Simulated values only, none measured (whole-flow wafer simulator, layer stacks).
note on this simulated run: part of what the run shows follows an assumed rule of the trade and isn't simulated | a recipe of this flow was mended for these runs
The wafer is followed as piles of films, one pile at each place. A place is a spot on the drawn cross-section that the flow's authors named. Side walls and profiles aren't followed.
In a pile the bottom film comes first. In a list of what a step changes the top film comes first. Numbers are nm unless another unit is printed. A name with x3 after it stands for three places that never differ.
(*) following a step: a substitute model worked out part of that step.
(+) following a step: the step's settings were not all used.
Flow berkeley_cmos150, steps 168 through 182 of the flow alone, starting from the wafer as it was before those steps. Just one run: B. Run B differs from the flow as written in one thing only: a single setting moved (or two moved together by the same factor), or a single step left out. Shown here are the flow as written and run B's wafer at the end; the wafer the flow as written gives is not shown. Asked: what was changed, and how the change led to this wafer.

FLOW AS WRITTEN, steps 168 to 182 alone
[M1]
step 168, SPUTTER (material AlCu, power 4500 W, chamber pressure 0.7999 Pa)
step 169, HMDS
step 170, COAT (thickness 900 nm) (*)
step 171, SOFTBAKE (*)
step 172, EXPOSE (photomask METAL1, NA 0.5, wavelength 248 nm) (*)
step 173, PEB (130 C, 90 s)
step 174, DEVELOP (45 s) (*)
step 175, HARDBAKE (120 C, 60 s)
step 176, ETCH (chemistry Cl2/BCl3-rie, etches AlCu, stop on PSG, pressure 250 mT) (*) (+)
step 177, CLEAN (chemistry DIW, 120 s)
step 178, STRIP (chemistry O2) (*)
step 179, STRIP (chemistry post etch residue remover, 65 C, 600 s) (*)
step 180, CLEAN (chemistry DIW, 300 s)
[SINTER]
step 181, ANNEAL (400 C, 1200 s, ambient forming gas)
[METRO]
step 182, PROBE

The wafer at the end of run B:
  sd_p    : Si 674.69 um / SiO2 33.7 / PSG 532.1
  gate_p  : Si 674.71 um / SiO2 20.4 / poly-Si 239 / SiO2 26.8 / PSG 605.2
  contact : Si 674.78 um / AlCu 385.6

What caused this: step 168, SPUTTER: power 3892 W was run, though the flow has power 4500 W.

The path from the change to this, step by step:
  step 168, SPUTTER (material AlCu, power 4500 W, chamber pressure 0.7999 Pa)
      field, sd_n, gate_n, m1: +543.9 AlCu (new film) (in the flow as written it would be: +626.1 AlCu (new film))
      field_p: +537.8 AlCu (new film) (in the flow as written it would be: +619.8 AlCu (new film))
      (also at 3 further places)
  step 176, ETCH (chemistry Cl2/BCl3-rie, etches AlCu, stop on PSG, pressure 250 mT) (*) (+)
      field, sd_n, gate_n: -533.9 AlCu (all of it), -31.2 PSG (in the flow as written it would be: -616.1 AlCu (all of it), -31.2 PSG)
      contact, m1: -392 thick-KrF-resist (in the flow as written it would be: -433.1 thick-KrF-resist)
      (also at 3 further places)
  step 178, STRIP (chemistry O2) (*)
      contact: -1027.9 thick-KrF-resist (all of it) (in the flow as written it would be: -1006.2 thick-KrF-resist (all of it))
      m1: -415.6 thick-KrF-resist (all of it) (in the flow as written it would be: -373.8 thick-KrF-resist (all of it))
